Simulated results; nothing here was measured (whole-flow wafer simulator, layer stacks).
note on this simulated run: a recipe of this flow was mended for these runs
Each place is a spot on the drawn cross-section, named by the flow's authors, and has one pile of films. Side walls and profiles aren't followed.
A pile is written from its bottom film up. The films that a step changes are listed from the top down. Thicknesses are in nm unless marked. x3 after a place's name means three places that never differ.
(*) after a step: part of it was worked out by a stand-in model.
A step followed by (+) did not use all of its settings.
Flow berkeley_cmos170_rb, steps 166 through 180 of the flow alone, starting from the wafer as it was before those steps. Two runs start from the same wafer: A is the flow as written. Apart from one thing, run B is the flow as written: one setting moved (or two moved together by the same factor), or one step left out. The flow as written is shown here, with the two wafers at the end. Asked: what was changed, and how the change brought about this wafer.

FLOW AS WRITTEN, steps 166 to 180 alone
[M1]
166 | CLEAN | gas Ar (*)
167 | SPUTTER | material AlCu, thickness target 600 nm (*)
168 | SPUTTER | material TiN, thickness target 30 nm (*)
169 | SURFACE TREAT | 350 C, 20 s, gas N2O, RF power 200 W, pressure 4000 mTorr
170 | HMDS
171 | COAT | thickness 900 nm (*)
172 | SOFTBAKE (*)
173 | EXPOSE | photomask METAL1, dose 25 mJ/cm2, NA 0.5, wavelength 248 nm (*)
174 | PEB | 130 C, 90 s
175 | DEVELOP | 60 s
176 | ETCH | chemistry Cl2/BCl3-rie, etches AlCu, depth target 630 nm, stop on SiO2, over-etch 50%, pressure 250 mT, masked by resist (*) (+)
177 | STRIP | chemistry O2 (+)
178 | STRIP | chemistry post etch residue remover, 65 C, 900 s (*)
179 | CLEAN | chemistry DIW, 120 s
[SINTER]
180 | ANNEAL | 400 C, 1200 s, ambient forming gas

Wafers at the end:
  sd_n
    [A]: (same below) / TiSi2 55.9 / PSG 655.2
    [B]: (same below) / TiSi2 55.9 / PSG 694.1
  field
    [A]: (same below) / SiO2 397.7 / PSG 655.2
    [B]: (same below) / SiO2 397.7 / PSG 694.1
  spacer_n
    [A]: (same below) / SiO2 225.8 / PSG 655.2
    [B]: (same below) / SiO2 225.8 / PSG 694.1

What caused this: step 167, SPUTTER: thickness target 911.3 nm was run, while the flow as written has thickness target 600 nm.

Step by step, how the change led to this:
  167 | SPUTTER | material AlCu, thickness target 600 nm (*)
      field, sd_n, spacer_n, gate, spacer_p, gate_p, m1: A AlCu gains 600 (new film) | B AlCu gains 911.3 (new film)
      sd_p: A AlCu gains 549.6 (new film) | B AlCu gains 851.6 (new film)
      (as well as at 1 more place)
  168 | SPUTTER | material TiN, thickness target 30 nm (*)
      contact: A TiN gains 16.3 (new film) | B TiN gains 13.2 (new film)
  171 | COAT | thickness 900 nm (*)
      contact: A KrF-resist gains 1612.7 (new film) | B KrF-resist gains 1741 (new film)
  176 | ETCH | chemistry Cl2/BCl3-rie, etches AlCu, depth target 630 nm, stop on SiO2, over-etch 50%, pressure 250 mT, masked by resist (*) (+)
      field, sd_n, spacer_n, gate, spacer_p, gate_p: A TiN loses 30 (all of it), AlCu loses 600 (all of it), PSG loses 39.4 | B TiN loses 30 (all of it), AlCu loses 911.3 (all of it), PSG loses 0.46
      sd_p: A TiN loses 25.8 (all of it), AlCu loses 549.6 (all of it), PSG loses 46.2 | B TiN loses 25.7 (all of it), AlCu loses 851.6 (all of it), PSG loses 8.47
  177 | STRIP | chemistry O2 (+)
      contact: A KrF-resist loses 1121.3 (all of it) | B KrF-resist loses 1249.2 (all of it)
